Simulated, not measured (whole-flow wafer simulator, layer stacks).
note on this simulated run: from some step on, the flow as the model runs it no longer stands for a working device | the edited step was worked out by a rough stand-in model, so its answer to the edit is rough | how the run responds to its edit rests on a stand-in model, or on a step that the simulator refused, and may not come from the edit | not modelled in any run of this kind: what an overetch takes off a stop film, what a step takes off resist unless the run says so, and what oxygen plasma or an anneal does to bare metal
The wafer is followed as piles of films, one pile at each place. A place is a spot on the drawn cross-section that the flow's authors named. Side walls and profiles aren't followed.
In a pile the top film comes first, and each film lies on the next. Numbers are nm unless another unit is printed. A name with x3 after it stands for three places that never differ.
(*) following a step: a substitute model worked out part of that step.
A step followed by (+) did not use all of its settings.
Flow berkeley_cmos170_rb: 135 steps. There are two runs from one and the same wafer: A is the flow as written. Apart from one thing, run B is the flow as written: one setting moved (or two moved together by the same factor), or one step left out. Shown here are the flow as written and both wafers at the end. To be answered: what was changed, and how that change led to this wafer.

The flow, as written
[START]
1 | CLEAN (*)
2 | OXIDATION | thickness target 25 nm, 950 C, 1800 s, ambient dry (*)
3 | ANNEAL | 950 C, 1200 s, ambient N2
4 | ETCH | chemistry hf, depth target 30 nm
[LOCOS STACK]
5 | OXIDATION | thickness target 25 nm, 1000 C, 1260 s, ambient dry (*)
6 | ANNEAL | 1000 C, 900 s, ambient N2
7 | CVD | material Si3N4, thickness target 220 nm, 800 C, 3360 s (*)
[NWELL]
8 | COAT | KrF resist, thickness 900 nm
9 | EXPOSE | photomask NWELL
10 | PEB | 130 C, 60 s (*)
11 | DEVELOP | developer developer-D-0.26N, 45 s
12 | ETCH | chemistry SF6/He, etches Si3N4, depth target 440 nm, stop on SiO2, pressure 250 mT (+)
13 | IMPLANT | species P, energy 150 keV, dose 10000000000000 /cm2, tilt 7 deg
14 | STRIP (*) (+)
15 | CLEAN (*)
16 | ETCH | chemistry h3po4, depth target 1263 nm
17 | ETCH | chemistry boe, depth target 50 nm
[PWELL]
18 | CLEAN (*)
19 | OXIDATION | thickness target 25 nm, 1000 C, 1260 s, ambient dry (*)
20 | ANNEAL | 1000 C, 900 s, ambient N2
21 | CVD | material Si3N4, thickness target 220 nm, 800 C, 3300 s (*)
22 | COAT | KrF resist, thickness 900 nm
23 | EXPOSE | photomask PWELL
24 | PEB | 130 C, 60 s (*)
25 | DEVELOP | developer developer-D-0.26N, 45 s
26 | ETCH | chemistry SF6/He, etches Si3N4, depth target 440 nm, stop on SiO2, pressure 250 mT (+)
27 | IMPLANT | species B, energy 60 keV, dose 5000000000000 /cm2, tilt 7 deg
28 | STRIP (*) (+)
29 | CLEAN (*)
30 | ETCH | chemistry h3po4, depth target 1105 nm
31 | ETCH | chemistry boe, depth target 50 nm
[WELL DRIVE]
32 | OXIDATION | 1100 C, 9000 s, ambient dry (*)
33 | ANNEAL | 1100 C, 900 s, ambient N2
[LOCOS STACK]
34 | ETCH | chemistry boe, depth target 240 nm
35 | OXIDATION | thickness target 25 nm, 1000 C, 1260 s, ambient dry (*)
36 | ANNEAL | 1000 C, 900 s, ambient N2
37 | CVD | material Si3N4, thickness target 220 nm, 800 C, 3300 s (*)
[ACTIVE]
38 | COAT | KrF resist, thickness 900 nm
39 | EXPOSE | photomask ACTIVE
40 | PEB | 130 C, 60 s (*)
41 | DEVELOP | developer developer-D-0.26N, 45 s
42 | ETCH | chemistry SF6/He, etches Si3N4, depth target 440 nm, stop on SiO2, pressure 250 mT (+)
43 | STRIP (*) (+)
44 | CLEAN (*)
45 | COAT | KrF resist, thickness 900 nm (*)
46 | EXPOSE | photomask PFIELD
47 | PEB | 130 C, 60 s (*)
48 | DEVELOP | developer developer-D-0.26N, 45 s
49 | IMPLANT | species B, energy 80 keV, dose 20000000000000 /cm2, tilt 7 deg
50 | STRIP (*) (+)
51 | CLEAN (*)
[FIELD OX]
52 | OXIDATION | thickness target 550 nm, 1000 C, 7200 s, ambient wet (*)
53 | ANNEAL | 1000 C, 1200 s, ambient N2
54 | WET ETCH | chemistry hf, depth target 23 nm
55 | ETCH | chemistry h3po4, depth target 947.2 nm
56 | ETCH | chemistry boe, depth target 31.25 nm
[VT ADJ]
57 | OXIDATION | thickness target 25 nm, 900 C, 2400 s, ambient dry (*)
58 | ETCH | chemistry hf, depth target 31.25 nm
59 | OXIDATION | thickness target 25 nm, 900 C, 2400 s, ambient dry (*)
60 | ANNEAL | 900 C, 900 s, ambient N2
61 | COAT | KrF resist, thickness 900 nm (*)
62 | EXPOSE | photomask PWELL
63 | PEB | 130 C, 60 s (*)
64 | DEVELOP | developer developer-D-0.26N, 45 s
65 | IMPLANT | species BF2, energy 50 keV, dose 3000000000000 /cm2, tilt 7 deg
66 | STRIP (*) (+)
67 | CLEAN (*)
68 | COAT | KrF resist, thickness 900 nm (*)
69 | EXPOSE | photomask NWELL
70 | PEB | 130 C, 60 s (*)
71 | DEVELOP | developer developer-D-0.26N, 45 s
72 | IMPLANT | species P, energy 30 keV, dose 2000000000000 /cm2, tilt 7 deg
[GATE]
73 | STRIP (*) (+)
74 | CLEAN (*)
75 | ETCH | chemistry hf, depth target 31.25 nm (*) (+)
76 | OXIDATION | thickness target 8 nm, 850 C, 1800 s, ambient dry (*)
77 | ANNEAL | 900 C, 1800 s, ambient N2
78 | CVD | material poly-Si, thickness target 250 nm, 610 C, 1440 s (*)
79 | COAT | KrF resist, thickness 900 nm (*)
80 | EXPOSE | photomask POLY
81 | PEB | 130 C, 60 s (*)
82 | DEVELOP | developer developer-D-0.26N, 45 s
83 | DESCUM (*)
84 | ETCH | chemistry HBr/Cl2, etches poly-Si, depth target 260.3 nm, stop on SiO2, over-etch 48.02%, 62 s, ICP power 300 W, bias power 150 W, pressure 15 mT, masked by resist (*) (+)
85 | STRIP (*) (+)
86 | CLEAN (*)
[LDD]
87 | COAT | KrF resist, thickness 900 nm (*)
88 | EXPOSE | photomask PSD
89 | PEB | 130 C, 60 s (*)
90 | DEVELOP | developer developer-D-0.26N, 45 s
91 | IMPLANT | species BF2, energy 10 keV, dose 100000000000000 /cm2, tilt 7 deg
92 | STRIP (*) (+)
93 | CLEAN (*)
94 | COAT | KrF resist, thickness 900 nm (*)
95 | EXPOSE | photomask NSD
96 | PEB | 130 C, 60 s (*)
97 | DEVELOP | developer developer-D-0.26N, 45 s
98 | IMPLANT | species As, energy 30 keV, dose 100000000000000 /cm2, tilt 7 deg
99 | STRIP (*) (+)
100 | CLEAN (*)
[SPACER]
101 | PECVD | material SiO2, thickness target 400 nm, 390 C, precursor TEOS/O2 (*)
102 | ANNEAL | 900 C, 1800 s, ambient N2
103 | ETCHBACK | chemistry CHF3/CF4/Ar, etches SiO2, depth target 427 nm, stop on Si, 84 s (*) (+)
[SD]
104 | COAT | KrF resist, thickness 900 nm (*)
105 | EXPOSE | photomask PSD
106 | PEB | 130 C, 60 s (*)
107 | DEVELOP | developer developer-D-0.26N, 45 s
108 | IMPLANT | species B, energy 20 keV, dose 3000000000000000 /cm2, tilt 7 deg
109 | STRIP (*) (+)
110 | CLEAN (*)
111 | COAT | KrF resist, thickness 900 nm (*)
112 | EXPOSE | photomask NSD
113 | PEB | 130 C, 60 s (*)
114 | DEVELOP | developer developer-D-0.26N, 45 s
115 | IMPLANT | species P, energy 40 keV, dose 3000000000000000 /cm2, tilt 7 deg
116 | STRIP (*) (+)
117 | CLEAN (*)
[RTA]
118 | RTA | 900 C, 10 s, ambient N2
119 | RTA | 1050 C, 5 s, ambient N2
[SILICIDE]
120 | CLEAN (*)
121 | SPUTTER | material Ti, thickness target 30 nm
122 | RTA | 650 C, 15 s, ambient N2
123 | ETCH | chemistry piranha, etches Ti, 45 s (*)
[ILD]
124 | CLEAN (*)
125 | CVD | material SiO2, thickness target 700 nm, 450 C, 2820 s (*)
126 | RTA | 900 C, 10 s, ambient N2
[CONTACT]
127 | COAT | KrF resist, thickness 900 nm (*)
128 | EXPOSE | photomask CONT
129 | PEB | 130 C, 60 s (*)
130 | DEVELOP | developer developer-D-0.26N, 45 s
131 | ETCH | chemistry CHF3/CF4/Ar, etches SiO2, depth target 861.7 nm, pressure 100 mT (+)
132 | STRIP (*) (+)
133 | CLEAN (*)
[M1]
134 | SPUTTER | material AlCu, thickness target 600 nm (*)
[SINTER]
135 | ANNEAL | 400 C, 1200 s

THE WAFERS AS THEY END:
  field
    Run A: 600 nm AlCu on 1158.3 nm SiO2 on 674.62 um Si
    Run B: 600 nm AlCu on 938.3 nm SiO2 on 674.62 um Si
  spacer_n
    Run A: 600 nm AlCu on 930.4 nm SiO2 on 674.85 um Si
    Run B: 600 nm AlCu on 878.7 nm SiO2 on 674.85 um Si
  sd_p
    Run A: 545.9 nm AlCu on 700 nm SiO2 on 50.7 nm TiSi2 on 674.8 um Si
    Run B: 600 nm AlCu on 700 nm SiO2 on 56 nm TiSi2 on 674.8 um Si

The reason: step 101, PECVD: thickness target 180 nm was run, though the flow has thickness target 400 nm.

How this came from the change, step by step:
  101 | PECVD | material SiO2, thickness target 400 nm, 390 C, precursor TEOS/O2 (*)
      field, sd_n, contact, m1: A +400 SiO2 | B +180 SiO2
      gate, gate_p: A +400 SiO2 (new film) | B +180 SiO2 (new film)
      (as well as at 3 more places)
  103 | ETCHBACK | chemistry CHF3/CF4/Ar, etches SiO2, depth target 427 nm, stop on Si, 84 s (*) (+)
      spacer_n, spacer_p: A -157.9 SiO2 | B nothing
      sd_n, contact, m1: A -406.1 SiO2 (all of it) | B -186.1 SiO2 (all of it)
      (as well as at 3 more places)
  104 | COAT | KrF resist, thickness 900 nm (*)
      field: A +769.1 KrF resist (new film) | B +907 KrF resist (new film)
      sd_n: A +982.1 KrF resist (new film) | B +905.6 KrF resist (new film)
      (as well as at 5 more places)
  107 | DEVELOP | developer developer-D-0.26N, 45 s
      sd_p: A -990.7 KrF resist (all of it) | B -925.4 KrF resist (all of it)
      gate_p: A -743.2 KrF resist (all of it) | B -694.2 KrF resist (all of it)
  109 | STRIP (*) (+)
      field: A -754.9 KrF resist (all of it) | B -892.8 KrF resist (all of it)
      sd_n: A -967.9 KrF resist (all of it) | B -891.4 KrF resist (all of it)
      (as well as at 3 more places)
  111 | COAT | KrF resist, thickness 900 nm (*)
      field: A +769.1 KrF resist (new film) | B +906.8 KrF resist (new film)
      sd_n: A +982.1 KrF resist (new film) | B +905.6 KrF resist (new film)
      (as well as at 5 more places)
  114 | DEVELOP | developer developer-D-0.26N, 45 s
      sd_n: A -982.1 KrF resist (all of it) | B -905.6 KrF resist (all of it)
      gate: A -742.1 KrF resist (all of it) | B -694.1 KrF resist (all of it)
      (as well as at 1 more place)
  116 | STRIP (*) (+)
      field: A -754.9 KrF resist (all of it) | B -892.6 KrF resist (all of it)
      sd_p: A -976.5 KrF resist (all of it) | B -911.2 KrF resist (all of it)
      (as well as at 2 more places)
  121 | SPUTTER | material Ti, thickness target 30 nm
      sd_p: A +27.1 Ti (new film) | B +30 Ti (new film)
  122 | RTA | 650 C, 15 s, ambient N2
      sd_p: A -21.1 Ti, +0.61 TiSi first (new film), +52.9 TiSi2 C49 (new film), -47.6 Si | B -23.4 Ti, +6.2 TiSi first (new film), +50.3 TiSi2 C49 (new film), -49 Si
  123 | ETCH | chemistry piranha, etches Ti, 45 s (*)
      sd_p: A -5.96 Ti (all of it) | B -6.6 Ti (all of it)
  126 | RTA | 900 C, 10 s, ambient N2
      sd_p: A under 1 film: +50.7 TiSi2 (new film), -0.61 TiSi first (all of it), -52.9 TiSi2 C49 (all of it), -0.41 Si | B under 1 film: +56 TiSi2 (new film), -6.2 TiSi first (all of it), -50.3 TiSi2 C49 (all of it), -4.12 Si
  127 | COAT | KrF resist, thickness 900 nm (*)
      field: A +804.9 KrF resist (new film) | B +917.5 KrF resist (new film)
      sd_n: A +1010 KrF resist (new film) | B +910.2 KrF resist (new film)
      (as well as at 7 more places)
  130 | DEVELOP | developer developer-D-0.26N, 45 s
      contact: A -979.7 KrF resist (all of it) | B -905 KrF resist (all of it)
  132 | STRIP (*) (+)
      field: A -575.3 KrF resist (all of it) | B -687.9 KrF resist (all of it)
      sd_n: A -780.4 KrF resist (all of it) | B -680.6 KrF resist (all of it)
      (as well as at 6 more places)
  134 | SPUTTER | material AlCu, thickness target 600 nm (*)
      sd_p: A +545.9 AlCu (new film) | B +600 AlCu (new film)
